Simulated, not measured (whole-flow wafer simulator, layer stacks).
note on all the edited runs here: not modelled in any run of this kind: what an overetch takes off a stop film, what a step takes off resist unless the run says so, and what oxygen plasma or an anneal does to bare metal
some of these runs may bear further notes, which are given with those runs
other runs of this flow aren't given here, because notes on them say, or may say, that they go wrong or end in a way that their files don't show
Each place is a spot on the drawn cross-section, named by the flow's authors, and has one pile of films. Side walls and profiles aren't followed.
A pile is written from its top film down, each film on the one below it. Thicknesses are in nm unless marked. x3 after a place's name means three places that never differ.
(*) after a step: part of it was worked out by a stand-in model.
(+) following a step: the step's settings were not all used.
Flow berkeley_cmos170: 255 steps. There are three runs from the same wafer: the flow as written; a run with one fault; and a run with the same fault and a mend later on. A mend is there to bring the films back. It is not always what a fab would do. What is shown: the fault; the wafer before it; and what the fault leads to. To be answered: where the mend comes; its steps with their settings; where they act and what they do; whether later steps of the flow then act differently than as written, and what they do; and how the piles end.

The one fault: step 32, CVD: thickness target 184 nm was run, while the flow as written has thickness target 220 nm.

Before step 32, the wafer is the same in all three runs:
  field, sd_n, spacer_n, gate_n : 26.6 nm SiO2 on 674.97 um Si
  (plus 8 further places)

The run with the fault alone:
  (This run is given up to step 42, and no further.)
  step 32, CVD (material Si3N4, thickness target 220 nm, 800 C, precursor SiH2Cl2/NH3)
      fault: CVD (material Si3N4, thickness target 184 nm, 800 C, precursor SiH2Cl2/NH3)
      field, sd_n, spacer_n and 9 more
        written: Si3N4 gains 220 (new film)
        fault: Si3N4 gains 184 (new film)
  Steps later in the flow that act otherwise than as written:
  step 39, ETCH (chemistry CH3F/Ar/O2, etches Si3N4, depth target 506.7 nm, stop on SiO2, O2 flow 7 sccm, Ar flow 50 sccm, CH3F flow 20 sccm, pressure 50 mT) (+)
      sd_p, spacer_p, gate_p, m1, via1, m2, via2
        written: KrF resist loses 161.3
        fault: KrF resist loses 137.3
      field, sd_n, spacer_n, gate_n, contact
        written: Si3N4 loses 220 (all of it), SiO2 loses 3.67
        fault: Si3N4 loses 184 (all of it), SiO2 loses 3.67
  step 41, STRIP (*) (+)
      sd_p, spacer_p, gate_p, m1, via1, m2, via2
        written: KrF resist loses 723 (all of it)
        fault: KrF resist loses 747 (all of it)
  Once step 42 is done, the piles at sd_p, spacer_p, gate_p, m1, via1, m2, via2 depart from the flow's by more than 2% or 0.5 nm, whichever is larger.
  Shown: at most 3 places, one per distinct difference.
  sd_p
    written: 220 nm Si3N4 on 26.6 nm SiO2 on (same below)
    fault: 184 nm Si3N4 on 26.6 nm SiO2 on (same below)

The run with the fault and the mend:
  The mend stands after step 38.
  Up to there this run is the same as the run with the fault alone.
  step 38a, STRIP (*) (+)
      sd_p, spacer_p, gate_p, m1, via1, m2, via2
        KrF resist loses 884.4 (all of it)
  step 38b, CLEAN (chemistry SPM) (the flow's step 25 again)
      alters no film at any place that is followed
  step 38c, CVD (material Si3N4, thickness target 36 nm, 800 C, precursor SiH2Cl2/NH3) (the flow's step 32 again, with other settings)
      field, sd_n, spacer_n and 9 more
        Si3N4 gains 36
  step 38d, HMDS (the flow's step 33 again)
      alters no film at any place that is followed
  step 38e, COAT (KrF resist, thickness 900 nm) (the flow's step 34 again)
      field, sd_n, spacer_n and 9 more
        KrF resist gains 900 (new film)
  step 38f, SOFTBAKE (KrF resist) (the flow's step 35 again)
      alters no film at any place that is followed
  step 38g, EXPOSE (photomask PWELL, dose 19 mJ/cm2, NA 0.5, wavelength 248 nm) (*) (the flow's step 36 again)
      alters no film at any place that is followed
  step 38h, PEB (KrF resist, 130 C) (the flow's step 37 again)
      field, sd_n, spacer_n and 9 more
        KrF resist loses 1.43
  step 38i, DEVELOP (KrF resist, thickness 900 nm, developer developer-D-0.26N) (the flow's step 38 again)
      sd_p, spacer_p, gate_p, m1, via1, m2, via2
        KrF resist loses 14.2
      field, sd_n, spacer_n, gate_n, contact
        KrF resist loses 898.6 (all of it)
  Later steps of the flow that are run all act as written at every place that is followed.
  By the end, the piles equal the flow's at every place that both follow.
